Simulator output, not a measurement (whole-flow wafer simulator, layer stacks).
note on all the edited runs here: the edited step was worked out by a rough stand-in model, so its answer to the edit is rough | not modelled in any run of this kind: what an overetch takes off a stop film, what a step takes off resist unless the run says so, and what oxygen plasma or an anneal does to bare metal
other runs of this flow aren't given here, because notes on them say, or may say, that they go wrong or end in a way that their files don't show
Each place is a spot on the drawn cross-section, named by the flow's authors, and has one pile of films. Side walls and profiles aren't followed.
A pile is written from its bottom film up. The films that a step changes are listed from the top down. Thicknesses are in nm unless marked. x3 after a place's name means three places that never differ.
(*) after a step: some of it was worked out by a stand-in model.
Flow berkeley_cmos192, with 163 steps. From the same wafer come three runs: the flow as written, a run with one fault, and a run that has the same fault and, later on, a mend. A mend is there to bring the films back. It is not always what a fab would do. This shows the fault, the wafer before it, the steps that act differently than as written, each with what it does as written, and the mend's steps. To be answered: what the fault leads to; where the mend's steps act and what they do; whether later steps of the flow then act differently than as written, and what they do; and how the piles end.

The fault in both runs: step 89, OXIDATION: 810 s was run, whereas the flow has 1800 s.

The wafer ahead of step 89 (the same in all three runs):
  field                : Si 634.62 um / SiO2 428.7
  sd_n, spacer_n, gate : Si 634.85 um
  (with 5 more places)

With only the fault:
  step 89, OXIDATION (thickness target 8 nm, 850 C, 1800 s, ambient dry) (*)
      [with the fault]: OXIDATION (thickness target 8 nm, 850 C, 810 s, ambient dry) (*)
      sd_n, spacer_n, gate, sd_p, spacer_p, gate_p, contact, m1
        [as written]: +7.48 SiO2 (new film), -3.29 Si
        [with the fault]: +4.83 SiO2 (new film), -2.13 Si
  Every later step of the flow that is run acts as written, at every place that is followed, to within 2% or 0.5 nm, whichever is larger.
  The piles end different from the flow's at gate, gate_p by more than 2% or 0.5 nm, whichever is larger.
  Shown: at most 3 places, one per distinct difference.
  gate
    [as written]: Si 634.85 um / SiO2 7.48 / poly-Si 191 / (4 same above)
    [with the fault]: Si 634.85 um / SiO2 4.83 / poly-Si 191 / (4 same above)

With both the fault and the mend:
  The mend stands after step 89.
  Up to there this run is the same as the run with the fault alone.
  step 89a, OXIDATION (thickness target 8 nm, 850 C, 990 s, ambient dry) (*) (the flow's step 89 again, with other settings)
      sd_n, spacer_n, gate, sd_p, spacer_p, gate_p, contact, m1
        +2.65 SiO2, -1.17 Si
      field
        +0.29 SiO2, -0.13 Si
  Every later step of the flow that is run acts as written at every place that is followed.
  At every place that both follow, the piles at the end match the flow's.
